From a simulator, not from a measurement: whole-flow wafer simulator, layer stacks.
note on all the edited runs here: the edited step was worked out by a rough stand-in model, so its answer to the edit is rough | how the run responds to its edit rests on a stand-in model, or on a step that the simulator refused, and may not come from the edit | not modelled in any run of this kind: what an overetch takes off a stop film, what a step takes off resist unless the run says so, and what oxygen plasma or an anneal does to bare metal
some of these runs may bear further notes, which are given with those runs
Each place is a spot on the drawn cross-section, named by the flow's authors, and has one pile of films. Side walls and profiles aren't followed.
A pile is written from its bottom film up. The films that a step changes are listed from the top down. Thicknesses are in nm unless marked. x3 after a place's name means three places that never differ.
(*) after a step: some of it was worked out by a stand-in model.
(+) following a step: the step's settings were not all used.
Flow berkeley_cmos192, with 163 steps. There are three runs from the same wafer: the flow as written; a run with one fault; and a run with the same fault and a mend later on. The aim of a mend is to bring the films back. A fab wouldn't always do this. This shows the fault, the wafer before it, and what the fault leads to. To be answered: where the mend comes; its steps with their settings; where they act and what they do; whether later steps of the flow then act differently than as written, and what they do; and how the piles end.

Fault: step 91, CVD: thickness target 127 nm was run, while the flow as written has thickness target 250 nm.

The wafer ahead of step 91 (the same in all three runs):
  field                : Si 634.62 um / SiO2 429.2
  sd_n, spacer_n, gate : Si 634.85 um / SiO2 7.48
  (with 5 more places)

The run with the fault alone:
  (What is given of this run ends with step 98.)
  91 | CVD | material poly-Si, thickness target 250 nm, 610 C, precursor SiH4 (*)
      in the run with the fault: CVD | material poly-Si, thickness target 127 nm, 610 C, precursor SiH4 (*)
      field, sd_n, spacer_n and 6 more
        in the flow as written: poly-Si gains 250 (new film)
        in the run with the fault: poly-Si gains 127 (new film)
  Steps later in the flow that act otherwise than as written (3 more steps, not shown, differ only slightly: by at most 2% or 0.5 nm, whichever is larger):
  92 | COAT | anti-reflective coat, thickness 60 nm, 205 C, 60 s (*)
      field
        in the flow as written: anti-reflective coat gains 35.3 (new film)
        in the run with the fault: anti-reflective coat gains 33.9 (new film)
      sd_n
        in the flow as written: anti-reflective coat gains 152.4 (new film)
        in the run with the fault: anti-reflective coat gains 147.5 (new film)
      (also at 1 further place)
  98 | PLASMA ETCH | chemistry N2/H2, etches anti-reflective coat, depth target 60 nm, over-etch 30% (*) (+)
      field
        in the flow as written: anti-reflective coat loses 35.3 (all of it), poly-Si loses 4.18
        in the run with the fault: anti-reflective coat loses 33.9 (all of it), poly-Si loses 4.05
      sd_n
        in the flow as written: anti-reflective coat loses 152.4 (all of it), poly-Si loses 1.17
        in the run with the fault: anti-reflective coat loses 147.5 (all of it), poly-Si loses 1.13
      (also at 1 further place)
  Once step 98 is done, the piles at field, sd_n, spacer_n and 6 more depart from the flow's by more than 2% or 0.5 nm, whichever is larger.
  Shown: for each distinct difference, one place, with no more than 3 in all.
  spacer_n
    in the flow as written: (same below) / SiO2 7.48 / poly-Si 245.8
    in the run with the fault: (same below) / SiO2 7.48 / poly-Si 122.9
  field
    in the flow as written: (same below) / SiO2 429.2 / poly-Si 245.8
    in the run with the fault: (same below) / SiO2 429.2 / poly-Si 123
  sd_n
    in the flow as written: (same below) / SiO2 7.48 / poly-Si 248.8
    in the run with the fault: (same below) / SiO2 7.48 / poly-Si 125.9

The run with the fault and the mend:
  The mend stands after step 91.
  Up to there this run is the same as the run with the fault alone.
  91a | ETCH | chemistry tmah, depth target 146 nm
      field, sd_n, spacer_n and 6 more
        poly-Si loses 127 (all of it)
  91b | CLEAN | chemistry SPM (*) (a further turn of the flow's step 87)
      leaves every film unchanged at each place that is followed
  91c | CVD | material poly-Si, thickness target 250 nm, 610 C, precursor SiH4 (*) (a further turn of the flow's step 91)
      field, sd_n, spacer_n and 6 more
        poly-Si gains 250 (new film)
  None of the later steps of the flow differs from how it acts as written, at any place that is followed, by more than 2% or 0.5 nm, whichever is larger.
  At every place that both follow, the piles at the end match the flow's.
